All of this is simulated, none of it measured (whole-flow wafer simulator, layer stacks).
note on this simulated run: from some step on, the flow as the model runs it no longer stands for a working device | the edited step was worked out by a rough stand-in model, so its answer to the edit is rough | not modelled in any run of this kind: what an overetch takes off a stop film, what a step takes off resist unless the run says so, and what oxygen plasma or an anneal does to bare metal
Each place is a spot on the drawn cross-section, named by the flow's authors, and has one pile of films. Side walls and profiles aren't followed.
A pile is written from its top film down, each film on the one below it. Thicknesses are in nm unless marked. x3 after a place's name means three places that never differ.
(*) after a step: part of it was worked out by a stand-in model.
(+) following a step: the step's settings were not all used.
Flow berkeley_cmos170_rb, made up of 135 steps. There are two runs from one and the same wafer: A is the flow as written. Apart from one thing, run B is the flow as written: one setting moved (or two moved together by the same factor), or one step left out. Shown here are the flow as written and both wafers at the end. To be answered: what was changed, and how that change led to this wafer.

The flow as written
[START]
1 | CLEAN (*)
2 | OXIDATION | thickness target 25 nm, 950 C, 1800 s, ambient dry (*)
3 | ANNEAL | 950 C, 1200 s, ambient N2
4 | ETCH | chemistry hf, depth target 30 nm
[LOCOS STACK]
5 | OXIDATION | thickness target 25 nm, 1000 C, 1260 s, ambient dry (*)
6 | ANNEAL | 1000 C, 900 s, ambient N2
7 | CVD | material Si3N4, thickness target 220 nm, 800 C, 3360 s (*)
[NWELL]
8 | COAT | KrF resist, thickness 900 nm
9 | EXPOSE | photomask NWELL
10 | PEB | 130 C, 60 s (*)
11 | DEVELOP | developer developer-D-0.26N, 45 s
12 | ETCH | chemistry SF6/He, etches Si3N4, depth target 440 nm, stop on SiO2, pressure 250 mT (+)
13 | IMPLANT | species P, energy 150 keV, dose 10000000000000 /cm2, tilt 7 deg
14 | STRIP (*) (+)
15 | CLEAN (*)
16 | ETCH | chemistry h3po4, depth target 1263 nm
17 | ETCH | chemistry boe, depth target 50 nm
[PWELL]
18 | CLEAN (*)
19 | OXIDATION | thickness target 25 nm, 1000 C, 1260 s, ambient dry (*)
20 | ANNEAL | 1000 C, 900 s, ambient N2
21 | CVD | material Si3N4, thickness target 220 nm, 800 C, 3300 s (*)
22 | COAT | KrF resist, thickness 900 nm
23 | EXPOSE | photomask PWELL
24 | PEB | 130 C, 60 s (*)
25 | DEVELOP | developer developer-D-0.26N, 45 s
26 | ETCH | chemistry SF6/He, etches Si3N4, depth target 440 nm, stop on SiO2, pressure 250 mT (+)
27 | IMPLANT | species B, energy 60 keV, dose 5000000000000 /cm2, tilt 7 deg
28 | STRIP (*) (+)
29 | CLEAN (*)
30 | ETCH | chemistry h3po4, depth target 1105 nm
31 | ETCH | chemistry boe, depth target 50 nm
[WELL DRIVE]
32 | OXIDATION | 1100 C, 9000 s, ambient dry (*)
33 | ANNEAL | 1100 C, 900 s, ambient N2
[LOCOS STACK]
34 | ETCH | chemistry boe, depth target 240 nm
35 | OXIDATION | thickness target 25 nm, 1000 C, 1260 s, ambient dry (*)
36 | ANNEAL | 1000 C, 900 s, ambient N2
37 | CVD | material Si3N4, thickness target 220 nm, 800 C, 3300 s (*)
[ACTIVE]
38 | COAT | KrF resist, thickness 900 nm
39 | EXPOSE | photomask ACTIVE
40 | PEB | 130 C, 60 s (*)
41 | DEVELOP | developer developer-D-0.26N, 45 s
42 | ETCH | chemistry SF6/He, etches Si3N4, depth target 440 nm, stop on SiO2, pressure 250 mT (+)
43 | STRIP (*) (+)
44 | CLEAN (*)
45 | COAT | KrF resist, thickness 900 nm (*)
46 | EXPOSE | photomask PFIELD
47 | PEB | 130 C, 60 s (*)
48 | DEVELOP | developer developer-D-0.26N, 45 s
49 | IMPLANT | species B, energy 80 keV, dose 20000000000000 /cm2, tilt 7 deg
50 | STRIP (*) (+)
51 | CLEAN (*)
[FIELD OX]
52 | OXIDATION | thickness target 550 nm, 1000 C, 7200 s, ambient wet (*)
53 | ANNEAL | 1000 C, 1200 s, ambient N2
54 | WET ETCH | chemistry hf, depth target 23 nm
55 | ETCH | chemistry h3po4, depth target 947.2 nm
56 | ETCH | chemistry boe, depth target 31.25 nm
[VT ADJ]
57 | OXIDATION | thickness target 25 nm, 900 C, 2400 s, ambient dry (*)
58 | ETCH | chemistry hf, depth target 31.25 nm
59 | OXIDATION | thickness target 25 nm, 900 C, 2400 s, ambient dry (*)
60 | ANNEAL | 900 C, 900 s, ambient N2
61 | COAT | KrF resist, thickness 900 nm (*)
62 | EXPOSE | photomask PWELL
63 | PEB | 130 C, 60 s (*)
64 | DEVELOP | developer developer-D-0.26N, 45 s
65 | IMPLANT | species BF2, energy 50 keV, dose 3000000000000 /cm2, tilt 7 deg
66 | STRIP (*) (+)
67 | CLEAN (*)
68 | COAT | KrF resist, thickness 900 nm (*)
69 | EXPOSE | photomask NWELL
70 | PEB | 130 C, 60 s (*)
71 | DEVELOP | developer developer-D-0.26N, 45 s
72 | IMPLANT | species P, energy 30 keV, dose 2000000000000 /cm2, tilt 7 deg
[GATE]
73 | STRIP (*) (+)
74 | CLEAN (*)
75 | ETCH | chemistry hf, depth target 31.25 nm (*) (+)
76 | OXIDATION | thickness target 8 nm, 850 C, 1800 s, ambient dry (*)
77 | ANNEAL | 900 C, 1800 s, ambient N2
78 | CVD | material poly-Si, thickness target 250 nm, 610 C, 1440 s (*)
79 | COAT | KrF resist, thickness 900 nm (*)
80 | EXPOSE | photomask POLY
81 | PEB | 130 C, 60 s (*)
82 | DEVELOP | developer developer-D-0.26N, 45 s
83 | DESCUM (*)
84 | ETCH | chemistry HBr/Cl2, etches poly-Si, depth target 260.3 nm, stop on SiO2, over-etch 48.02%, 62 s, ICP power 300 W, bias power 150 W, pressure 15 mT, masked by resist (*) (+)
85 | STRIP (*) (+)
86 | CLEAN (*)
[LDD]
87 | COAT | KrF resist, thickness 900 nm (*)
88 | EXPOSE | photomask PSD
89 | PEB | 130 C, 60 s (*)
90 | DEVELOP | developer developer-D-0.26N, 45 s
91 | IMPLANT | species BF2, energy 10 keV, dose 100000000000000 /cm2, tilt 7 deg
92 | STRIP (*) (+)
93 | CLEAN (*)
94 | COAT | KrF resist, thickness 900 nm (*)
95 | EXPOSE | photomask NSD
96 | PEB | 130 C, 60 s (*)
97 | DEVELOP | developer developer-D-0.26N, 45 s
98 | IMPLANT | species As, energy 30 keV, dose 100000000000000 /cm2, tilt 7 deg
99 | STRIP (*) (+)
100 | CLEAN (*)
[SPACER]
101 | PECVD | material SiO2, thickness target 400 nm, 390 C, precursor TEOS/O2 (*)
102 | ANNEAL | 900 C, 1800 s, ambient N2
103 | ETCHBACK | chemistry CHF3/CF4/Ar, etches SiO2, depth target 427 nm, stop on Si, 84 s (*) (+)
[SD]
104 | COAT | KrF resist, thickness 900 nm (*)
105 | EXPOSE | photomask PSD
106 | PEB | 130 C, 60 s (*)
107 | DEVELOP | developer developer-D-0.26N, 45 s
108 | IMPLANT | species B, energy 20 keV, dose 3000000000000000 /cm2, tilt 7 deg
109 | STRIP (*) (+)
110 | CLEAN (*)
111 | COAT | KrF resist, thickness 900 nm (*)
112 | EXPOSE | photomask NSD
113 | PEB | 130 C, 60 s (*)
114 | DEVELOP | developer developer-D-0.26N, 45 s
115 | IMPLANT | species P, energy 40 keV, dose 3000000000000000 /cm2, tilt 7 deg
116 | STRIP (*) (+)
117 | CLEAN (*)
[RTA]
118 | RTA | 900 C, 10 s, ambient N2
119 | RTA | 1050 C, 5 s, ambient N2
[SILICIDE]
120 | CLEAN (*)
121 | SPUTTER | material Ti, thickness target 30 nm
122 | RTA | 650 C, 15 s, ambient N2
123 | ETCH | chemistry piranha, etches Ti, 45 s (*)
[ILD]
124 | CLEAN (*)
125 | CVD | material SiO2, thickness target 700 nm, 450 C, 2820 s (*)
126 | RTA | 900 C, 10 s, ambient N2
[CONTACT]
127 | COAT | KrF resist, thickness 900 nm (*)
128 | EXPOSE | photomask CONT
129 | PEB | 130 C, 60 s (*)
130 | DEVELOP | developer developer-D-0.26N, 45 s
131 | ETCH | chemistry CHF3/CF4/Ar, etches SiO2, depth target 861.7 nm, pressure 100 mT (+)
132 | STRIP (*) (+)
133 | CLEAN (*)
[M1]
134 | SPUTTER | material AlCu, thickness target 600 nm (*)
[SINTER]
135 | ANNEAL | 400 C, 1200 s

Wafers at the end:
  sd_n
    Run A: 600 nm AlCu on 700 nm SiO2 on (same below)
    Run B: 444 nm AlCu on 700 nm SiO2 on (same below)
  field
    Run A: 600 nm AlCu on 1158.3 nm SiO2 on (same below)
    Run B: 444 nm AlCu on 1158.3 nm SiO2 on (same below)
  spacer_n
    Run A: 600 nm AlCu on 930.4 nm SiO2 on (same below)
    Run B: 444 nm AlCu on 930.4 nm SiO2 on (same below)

What caused this: step 134, SPUTTER: thickness target 444 nm was run, though the flow has thickness target 600 nm.
One can read it off the wafer: sd_n has AlCu 444, and step 134 as written asks for 600 nm.

Step by step, how the change led to this:
  134 | SPUTTER | material AlCu, thickness target 600 nm (*)
      field, sd_n, spacer_n, gate, spacer_p, gate_p, m1: A AlCu gains 600 (new film) | B AlCu gains 444 (new film)
      sd_p: A AlCu gains 545.9 (new film) | B AlCu gains 398.7 (new film)
      (and at 1 other place as well)
